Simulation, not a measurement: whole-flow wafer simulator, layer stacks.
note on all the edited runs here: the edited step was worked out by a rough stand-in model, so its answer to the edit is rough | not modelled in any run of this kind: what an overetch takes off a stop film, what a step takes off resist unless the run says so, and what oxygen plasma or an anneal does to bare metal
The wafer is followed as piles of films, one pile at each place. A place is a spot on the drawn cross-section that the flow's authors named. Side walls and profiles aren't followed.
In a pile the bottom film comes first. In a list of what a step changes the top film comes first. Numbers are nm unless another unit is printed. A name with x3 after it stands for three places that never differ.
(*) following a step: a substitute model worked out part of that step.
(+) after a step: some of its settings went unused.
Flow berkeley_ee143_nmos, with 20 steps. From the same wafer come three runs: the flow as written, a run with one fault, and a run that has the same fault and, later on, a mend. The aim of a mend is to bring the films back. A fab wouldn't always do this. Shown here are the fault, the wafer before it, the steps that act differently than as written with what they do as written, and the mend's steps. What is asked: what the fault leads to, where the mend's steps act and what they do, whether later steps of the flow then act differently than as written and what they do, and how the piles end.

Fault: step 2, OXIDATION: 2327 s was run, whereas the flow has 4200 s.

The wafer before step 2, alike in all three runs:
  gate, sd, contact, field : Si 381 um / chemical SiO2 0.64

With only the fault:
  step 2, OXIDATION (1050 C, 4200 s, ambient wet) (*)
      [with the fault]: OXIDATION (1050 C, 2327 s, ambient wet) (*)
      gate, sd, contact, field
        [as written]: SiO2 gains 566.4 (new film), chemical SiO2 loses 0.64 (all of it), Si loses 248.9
        [with the fault]: SiO2 gains 395.7 (new film), chemical SiO2 loses 0.64 (all of it), Si loses 173.8
  Later steps of the flow acting differently than as written:
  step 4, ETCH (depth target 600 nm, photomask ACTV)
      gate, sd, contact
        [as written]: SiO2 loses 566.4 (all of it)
        [with the fault]: SiO2 loses 395.7 (all of it)
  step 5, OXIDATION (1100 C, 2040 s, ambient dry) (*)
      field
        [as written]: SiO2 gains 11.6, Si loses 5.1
        [with the fault]: SiO2 gains 15.7, Si loses 6.89
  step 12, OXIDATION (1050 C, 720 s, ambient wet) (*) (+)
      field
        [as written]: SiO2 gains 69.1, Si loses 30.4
        [with the fault]: SiO2 gains 90.5, Si loses 39.8
  By the end, the piles at field depart from the flow's by more than 2% or 0.5 nm, whichever is larger.
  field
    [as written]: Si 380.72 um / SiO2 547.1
    [with the fault]: Si 380.78 um / SiO2 401.8

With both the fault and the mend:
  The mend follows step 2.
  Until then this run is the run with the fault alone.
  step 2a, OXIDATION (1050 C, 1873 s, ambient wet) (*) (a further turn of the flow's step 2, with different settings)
      gate, sd, contact, field
        SiO2 gains 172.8, Si loses 76
  None of the later steps of the flow differs from how it acts as written, at any place that is followed, by more than 2% or 0.5 nm, whichever is larger.
  At the end the piles are close to the flow's at the places that both follow, differing by at most 2% or 0.5 nm, whichever is larger.
